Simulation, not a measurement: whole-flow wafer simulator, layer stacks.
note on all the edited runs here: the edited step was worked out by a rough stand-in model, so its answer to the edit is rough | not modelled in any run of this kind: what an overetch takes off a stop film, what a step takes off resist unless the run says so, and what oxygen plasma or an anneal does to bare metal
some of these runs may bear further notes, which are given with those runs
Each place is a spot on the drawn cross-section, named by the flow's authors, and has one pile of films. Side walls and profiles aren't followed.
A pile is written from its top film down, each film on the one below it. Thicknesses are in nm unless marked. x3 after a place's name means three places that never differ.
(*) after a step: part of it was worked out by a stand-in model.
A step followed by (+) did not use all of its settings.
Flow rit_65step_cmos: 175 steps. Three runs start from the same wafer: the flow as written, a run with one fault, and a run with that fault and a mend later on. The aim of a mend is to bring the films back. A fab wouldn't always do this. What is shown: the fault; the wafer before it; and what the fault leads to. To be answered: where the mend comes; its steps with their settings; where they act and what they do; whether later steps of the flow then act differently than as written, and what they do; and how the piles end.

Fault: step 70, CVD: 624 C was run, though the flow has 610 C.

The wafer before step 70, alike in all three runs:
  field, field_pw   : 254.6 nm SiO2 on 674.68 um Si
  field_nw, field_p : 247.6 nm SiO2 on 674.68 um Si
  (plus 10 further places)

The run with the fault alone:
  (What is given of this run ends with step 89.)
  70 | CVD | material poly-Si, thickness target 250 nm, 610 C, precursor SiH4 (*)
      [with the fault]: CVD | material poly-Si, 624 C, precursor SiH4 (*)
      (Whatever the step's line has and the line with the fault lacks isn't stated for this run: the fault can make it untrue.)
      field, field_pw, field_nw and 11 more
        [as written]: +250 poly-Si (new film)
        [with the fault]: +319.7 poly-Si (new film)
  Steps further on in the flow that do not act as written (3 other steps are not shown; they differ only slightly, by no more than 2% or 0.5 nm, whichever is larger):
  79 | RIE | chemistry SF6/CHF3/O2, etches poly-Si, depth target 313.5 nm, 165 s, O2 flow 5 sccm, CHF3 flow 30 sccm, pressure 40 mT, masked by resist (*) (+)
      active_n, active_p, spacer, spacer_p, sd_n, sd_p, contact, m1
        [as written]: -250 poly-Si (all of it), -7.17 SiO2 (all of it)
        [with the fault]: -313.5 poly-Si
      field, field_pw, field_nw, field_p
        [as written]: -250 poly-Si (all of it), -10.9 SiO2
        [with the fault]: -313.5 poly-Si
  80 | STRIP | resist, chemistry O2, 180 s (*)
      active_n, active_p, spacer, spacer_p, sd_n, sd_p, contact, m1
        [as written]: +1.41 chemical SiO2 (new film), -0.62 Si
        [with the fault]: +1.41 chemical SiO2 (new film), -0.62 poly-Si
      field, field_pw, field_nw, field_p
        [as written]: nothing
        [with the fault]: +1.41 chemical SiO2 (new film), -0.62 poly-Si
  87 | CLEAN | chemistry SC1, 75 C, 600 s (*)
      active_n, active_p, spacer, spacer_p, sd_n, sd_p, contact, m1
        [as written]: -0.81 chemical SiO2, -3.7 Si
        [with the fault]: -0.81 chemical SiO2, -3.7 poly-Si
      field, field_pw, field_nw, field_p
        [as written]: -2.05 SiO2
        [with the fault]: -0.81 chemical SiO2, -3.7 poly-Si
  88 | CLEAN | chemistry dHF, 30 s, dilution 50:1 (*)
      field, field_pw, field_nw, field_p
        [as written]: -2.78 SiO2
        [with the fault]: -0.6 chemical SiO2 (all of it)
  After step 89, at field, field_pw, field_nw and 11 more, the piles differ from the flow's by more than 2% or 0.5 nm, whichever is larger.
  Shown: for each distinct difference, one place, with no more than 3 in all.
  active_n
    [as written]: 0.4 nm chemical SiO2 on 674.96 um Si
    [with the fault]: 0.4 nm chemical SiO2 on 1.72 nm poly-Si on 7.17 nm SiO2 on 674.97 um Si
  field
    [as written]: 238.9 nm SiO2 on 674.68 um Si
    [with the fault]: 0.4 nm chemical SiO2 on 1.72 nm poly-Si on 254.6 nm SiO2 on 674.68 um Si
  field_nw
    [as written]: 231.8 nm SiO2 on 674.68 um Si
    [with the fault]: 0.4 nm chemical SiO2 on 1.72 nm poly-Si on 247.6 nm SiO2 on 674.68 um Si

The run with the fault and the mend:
  After step 71 comes the mend.
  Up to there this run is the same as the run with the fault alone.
  71a | ETCH | chemistry tmah, depth target 69.71 nm
      field, field_pw, field_nw and 11 more
        -69.7 poly-Si
  None of the later steps of the flow differs from how it acts as written, at any place that is followed, by more than 2% or 0.5 nm, whichever is larger.
  By the end, the piles equal the flow's at every place that both follow.
